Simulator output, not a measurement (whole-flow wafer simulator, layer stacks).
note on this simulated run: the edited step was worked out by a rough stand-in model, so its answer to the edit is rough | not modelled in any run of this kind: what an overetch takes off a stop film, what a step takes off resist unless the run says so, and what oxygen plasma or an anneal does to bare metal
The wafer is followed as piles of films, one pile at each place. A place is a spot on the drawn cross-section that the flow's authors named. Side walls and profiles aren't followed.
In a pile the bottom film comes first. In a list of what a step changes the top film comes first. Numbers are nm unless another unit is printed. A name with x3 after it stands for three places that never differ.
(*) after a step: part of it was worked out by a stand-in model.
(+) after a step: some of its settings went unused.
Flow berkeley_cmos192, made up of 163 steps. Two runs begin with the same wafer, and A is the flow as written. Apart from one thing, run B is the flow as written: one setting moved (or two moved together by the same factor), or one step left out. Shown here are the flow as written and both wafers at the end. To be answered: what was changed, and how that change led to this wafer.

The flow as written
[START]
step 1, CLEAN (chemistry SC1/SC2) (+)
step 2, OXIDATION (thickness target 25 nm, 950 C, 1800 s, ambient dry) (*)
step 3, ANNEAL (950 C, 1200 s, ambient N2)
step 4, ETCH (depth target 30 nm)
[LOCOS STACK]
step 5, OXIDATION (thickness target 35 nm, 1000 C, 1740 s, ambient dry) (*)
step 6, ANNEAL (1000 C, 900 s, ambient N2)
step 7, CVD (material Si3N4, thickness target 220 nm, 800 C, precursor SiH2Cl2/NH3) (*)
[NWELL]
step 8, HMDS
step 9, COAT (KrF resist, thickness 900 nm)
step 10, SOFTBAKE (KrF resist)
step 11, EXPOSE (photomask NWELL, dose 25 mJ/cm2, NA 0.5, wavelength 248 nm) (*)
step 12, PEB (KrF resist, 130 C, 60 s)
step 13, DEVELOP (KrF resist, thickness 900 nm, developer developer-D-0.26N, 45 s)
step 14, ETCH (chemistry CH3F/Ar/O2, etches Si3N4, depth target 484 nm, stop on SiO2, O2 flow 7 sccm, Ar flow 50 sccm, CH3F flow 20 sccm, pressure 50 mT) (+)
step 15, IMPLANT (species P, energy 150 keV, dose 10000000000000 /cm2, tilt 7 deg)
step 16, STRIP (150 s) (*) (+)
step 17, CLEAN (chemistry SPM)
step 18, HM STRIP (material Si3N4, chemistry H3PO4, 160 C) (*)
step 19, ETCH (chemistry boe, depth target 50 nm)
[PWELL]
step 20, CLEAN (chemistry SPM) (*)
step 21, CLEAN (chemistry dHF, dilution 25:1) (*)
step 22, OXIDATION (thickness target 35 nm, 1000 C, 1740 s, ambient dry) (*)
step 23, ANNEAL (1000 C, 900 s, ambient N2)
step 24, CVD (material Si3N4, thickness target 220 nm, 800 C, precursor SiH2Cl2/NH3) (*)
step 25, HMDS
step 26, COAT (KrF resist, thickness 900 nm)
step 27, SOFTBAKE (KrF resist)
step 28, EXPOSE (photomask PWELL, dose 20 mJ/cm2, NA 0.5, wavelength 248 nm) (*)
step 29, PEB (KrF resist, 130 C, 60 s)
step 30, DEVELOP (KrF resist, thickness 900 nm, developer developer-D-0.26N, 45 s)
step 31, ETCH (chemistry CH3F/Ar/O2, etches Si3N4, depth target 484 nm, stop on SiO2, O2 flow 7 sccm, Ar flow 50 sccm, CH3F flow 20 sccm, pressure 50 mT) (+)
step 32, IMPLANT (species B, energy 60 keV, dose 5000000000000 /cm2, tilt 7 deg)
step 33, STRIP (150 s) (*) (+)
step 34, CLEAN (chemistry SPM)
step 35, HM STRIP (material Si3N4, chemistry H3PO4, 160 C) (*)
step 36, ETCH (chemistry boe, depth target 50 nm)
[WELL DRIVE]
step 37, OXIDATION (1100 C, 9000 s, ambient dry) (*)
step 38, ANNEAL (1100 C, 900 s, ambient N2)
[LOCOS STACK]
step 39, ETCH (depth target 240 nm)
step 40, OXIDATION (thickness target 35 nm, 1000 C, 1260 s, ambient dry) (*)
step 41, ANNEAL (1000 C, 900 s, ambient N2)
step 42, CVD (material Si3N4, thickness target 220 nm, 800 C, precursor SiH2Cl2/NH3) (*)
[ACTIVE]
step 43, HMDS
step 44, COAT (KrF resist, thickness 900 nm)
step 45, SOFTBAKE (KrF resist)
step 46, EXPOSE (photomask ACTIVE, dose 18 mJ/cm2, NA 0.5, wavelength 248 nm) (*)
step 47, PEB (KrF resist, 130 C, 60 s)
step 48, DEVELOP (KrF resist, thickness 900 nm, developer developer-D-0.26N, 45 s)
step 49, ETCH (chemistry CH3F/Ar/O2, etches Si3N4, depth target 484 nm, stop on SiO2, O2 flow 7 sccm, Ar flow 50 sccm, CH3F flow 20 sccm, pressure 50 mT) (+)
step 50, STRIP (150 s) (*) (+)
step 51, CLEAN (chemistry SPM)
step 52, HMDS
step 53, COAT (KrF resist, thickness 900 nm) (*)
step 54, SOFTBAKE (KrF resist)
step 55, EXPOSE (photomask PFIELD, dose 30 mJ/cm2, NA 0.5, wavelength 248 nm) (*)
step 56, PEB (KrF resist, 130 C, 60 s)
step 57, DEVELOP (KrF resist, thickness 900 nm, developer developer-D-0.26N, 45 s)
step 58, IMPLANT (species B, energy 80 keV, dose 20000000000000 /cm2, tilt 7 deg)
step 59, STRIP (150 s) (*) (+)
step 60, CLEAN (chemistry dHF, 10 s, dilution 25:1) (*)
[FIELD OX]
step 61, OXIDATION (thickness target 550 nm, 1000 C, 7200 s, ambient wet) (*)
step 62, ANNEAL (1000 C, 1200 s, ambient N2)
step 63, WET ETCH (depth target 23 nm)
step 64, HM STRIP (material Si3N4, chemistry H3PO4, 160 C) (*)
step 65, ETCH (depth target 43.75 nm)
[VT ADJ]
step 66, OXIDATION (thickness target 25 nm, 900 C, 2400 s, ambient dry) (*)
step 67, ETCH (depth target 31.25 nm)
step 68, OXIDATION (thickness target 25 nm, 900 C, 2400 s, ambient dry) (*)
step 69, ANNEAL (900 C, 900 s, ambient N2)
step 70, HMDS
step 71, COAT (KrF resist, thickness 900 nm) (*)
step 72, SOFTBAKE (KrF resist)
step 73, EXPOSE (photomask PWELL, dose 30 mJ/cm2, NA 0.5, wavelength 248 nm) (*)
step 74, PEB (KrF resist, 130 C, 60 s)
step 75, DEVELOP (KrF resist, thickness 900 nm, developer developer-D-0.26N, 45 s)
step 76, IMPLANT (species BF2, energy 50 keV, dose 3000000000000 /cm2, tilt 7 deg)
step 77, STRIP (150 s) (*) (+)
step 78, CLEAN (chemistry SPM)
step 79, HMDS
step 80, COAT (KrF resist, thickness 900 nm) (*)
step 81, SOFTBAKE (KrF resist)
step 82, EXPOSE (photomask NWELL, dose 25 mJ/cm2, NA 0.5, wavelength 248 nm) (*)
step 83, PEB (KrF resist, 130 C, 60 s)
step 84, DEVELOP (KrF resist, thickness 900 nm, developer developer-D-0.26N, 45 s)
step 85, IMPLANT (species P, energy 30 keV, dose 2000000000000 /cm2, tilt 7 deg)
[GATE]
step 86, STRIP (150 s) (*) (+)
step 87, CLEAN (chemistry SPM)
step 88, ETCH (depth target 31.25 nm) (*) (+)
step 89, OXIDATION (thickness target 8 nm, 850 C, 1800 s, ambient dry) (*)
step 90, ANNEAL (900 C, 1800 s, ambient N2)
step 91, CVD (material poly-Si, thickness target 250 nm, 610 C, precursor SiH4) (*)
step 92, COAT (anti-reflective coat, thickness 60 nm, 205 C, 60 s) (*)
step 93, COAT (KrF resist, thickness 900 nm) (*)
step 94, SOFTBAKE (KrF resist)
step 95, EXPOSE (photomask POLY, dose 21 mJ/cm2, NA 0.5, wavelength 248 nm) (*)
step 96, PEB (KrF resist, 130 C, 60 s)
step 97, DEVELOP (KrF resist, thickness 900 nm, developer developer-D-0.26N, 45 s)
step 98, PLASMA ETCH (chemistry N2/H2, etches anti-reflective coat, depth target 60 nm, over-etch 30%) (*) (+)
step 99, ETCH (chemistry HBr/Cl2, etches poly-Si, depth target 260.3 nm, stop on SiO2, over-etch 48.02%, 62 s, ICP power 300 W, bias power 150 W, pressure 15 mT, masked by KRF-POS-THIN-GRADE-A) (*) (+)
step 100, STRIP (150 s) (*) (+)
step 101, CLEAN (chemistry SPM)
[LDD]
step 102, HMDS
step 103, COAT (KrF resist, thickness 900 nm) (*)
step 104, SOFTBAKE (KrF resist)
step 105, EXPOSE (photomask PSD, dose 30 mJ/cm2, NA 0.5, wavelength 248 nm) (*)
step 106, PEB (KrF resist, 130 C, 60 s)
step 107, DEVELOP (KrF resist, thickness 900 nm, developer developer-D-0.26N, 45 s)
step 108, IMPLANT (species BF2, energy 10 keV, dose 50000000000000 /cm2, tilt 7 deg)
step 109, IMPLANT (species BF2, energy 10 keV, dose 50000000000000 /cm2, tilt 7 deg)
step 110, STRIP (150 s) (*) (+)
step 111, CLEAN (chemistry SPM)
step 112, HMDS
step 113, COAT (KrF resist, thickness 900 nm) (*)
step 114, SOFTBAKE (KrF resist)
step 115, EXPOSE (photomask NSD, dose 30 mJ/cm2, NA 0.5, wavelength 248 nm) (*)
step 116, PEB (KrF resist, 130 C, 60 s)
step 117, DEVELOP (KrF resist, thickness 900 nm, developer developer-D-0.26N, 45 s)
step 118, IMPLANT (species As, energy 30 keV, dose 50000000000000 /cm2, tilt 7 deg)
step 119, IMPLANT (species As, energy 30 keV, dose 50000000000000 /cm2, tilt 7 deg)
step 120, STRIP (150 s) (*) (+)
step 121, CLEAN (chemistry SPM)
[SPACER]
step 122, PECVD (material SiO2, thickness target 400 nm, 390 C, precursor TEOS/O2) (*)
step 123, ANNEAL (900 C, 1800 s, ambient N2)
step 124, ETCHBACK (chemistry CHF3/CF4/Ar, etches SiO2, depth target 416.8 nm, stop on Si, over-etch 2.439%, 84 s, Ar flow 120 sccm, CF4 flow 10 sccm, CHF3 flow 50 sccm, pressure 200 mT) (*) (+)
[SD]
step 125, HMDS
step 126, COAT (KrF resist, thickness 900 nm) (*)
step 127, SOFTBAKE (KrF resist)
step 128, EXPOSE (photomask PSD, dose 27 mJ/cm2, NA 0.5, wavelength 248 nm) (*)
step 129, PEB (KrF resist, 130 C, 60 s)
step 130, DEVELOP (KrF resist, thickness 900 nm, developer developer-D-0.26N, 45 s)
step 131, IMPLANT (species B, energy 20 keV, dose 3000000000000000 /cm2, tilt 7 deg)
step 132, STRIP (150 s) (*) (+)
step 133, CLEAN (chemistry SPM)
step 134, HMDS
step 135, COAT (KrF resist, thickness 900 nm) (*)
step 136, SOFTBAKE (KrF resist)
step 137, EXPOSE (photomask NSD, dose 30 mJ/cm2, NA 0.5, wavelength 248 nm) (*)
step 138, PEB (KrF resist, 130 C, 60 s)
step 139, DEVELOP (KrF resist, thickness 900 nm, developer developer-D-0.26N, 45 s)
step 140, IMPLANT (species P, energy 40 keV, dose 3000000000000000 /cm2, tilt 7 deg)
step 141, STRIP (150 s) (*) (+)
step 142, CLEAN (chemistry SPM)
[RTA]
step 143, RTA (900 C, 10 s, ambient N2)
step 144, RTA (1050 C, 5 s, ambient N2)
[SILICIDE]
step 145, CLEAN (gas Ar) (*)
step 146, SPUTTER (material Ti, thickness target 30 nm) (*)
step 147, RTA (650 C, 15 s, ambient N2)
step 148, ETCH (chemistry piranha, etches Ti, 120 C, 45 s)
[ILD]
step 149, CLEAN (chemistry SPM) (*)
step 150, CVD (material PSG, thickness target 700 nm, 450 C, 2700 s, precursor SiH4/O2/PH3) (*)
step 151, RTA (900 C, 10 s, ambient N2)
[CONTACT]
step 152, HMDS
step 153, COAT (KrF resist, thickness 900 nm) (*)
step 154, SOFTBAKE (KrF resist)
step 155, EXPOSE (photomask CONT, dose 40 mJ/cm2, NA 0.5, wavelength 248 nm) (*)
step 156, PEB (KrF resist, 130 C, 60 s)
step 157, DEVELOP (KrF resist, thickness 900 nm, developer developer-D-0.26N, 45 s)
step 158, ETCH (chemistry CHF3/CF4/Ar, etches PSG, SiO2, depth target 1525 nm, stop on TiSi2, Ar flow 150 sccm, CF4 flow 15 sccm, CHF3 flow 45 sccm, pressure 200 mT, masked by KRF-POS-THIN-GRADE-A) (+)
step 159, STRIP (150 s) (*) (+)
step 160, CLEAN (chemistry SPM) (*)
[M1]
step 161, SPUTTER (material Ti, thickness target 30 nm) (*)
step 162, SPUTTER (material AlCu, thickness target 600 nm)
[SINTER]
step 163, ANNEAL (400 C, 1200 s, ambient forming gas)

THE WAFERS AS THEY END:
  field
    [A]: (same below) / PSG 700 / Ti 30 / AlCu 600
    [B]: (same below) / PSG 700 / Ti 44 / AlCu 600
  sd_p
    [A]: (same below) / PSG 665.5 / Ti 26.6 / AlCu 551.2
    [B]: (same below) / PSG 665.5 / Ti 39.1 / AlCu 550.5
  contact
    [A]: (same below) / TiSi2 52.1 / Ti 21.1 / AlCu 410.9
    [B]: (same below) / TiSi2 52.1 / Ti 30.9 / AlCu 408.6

Cause: step 161, SPUTTER: thickness target 44 nm was run, whereas the flow has thickness target 30 nm.
The wafer lets one read it off: field has Ti 44, and step 161 as written asks for 30 nm.

How this came from the change, step by step:
  step 161, SPUTTER (material Ti, thickness target 30 nm) (*)
      field, sd_n, spacer_n, gate, spacer_p, gate_p, m1: A Ti gains 30 (new film) | B Ti gains 44 (new film)
      sd_p: A Ti gains 26.6 (new film) | B Ti gains 39.1 (new film)
      (as well as at 1 more place)
